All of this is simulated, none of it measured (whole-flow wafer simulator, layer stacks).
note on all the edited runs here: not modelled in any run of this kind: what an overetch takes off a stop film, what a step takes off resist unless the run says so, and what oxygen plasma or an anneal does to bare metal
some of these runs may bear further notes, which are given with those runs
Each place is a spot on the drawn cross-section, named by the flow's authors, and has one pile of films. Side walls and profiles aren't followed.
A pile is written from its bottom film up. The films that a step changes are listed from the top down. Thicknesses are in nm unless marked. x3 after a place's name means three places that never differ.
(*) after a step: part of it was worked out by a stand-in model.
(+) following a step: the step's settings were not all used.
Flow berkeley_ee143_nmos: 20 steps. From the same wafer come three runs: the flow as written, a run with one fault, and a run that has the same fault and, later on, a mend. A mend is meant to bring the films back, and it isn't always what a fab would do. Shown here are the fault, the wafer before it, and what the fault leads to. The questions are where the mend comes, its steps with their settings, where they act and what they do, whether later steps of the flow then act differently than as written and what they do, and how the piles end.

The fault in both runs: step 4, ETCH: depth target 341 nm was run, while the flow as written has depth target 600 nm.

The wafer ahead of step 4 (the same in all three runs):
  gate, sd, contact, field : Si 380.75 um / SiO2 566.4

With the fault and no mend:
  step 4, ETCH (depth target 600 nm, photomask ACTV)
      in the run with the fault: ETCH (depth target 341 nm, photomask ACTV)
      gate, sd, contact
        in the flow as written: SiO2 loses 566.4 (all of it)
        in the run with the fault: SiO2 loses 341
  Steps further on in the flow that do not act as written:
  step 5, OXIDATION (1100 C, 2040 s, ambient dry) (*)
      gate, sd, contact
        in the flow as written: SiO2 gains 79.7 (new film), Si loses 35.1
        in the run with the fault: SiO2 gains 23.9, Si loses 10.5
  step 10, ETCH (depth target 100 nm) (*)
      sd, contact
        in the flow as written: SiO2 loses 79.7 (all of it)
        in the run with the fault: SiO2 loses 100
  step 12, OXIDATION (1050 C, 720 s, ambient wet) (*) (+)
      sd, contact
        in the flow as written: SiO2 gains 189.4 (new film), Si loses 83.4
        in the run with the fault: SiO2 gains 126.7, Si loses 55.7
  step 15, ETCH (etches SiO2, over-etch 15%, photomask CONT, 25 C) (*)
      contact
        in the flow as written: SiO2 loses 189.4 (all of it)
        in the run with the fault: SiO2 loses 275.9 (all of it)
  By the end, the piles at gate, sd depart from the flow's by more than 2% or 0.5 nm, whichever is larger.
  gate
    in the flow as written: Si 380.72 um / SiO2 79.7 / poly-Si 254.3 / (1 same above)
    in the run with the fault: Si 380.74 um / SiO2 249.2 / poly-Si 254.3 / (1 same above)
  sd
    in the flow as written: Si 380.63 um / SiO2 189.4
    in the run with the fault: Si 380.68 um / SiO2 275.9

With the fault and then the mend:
  The mend stands after step 4.
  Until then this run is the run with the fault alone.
  step 4a, ETCH (depth target 259 nm, photomask ACTV) (the flow's step 4 again, with other settings)
      gate, sd, contact
        SiO2 loses 225.4 (all of it)
  Every later step of the flow that is run acts as written at every place that is followed.
  By the end, the piles equal the flow's at every place that both follow.
